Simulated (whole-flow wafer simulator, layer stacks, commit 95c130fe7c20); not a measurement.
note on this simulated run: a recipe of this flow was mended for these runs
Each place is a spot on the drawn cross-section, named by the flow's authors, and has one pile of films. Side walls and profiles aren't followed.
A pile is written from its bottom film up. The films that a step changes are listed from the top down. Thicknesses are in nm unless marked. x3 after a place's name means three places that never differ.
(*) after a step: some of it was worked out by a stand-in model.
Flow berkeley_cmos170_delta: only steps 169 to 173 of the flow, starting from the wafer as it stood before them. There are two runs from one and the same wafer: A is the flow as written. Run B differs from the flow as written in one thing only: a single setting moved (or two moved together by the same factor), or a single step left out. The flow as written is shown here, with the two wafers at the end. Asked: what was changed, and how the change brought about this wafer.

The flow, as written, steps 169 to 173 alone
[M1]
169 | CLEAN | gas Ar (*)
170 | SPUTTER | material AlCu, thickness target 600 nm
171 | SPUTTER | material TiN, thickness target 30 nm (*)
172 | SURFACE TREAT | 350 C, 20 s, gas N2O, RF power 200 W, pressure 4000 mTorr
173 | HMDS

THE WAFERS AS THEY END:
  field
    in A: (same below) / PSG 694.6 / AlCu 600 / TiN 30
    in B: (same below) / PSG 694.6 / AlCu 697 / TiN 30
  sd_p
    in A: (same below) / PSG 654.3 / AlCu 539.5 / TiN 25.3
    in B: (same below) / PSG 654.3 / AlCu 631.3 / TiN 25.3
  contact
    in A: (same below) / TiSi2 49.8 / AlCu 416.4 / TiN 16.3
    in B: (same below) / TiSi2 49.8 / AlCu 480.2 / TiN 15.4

Cause: step 170, SPUTTER: thickness target 697 nm was run, whereas the flow has thickness target 600 nm.
The wafer lets one read it off: field has AlCu 697, and step 170 as written asks for 600 nm.

The path from the change to this, step by step:
  170 | SPUTTER | material AlCu, thickness target 600 nm
      field, sd_n, spacer_n, gate, spacer_p, gate_p, m1: A +600 AlCu (new film) | B +697 AlCu (new film)
      sd_p: A +539.5 AlCu (new film) | B +631.3 AlCu (new film)
      (also at 1 further place)
  171 | SPUTTER | material TiN, thickness target 30 nm (*)
      contact: A +16.3 TiN (new film) | B +15.4 TiN (new film)
